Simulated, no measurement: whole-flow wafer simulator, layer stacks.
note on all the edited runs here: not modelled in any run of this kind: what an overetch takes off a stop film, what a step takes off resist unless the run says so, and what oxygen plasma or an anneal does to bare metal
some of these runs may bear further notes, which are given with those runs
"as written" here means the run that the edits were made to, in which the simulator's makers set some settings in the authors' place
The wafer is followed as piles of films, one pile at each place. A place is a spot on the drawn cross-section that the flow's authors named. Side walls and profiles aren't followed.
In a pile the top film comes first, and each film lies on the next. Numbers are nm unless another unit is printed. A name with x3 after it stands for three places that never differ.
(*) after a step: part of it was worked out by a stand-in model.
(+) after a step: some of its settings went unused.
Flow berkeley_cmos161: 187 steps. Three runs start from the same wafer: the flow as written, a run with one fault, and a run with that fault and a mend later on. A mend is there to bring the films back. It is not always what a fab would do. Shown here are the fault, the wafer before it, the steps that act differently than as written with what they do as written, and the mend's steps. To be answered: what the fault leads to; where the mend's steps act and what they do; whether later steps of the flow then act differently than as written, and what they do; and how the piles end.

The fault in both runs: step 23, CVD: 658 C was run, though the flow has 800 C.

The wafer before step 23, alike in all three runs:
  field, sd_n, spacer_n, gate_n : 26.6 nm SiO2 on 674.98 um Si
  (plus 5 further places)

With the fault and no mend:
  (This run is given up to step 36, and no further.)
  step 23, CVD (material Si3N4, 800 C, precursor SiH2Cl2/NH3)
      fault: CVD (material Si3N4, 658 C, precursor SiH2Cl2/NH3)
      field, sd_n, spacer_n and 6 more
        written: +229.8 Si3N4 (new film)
        fault: +17.8 Si3N4 (new film)
  Later steps of the flow acting differently than as written (not shown: 1 more step that differs only slightly, by at most 2% or 0.5 nm, whichever is larger):
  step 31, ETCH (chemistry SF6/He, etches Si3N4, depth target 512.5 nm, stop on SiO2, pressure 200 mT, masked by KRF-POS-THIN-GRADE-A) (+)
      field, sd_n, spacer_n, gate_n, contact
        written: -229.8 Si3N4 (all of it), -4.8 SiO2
        fault: -17.8 Si3N4 (all of it), -4.8 SiO2
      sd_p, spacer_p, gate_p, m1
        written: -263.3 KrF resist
        fault: -32.9 KrF resist
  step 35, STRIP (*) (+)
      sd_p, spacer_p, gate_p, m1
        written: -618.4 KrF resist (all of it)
        fault: -848.6 KrF resist (all of it)
  After step 36, at sd_p, spacer_p, gate_p, m1, the piles differ from the flow's by more than 2% or 0.5 nm, whichever is larger.
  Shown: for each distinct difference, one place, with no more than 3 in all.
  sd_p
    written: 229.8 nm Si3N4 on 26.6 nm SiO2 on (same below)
    fault: 17.8 nm Si3N4 on 26.6 nm SiO2 on (same below)

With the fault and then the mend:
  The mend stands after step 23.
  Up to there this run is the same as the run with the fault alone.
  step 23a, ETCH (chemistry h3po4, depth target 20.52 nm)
      field, sd_n, spacer_n and 6 more
        -17.8 Si3N4 (all of it)
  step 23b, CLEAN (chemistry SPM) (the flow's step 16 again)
      leaves every film unchanged at each place that is followed
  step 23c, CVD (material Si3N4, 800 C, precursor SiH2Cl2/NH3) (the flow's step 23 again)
      field, sd_n, spacer_n and 6 more
        +229.8 Si3N4 (new film)
  Every later step of the flow that is run acts as written at every place that is followed.
  At every place that both follow, the piles at the end match the flow's.
